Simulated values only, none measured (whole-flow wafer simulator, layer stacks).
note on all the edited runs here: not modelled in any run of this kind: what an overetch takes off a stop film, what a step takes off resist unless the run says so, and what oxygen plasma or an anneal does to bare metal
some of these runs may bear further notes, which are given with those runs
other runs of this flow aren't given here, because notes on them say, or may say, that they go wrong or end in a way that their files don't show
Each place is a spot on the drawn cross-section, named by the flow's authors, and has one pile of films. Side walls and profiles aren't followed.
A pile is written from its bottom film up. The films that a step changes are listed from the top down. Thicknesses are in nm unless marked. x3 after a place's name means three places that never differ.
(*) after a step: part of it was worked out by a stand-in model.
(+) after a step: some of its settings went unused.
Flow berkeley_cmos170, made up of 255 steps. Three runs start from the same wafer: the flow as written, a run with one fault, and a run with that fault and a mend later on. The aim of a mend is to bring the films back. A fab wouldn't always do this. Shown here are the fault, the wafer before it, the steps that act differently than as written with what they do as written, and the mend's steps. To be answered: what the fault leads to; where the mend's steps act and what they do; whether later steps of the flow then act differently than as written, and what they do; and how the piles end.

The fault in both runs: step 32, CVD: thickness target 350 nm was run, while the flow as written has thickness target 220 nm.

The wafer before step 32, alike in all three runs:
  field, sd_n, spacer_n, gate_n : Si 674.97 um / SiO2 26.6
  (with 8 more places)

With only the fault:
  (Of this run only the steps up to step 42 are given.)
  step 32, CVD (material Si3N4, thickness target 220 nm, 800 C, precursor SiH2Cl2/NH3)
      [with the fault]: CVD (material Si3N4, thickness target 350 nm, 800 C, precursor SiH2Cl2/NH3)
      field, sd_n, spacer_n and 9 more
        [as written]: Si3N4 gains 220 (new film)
        [with the fault]: Si3N4 gains 350 (new film)
  Steps further on in the flow that do not act as written:
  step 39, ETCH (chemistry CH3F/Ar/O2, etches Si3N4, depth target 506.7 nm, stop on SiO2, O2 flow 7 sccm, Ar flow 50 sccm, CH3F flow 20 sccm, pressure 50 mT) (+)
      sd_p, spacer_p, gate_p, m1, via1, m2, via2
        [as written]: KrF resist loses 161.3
        [with the fault]: KrF resist loses 248
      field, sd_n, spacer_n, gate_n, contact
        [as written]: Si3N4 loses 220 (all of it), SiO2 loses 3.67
        [with the fault]: Si3N4 loses 350 (all of it), SiO2 loses 3.67
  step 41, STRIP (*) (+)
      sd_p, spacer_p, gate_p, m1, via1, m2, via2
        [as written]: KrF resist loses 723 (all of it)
        [with the fault]: KrF resist loses 636.4 (all of it)
  After step 42, at sd_p, spacer_p, gate_p, m1, via1, m2, via2, the piles differ from the flow's by more than 2% or 0.5 nm, whichever is larger.
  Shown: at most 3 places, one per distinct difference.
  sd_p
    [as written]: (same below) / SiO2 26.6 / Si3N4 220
    [with the fault]: (same below) / SiO2 26.6 / Si3N4 350

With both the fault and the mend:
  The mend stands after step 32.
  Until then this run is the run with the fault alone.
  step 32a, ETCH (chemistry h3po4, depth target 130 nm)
      field, sd_n, spacer_n and 9 more
        Si3N4 loses 130
  None of the later steps of the flow acts differently than as written at any place that is followed.
  The piles end the same as the flow's at every place that both follow.
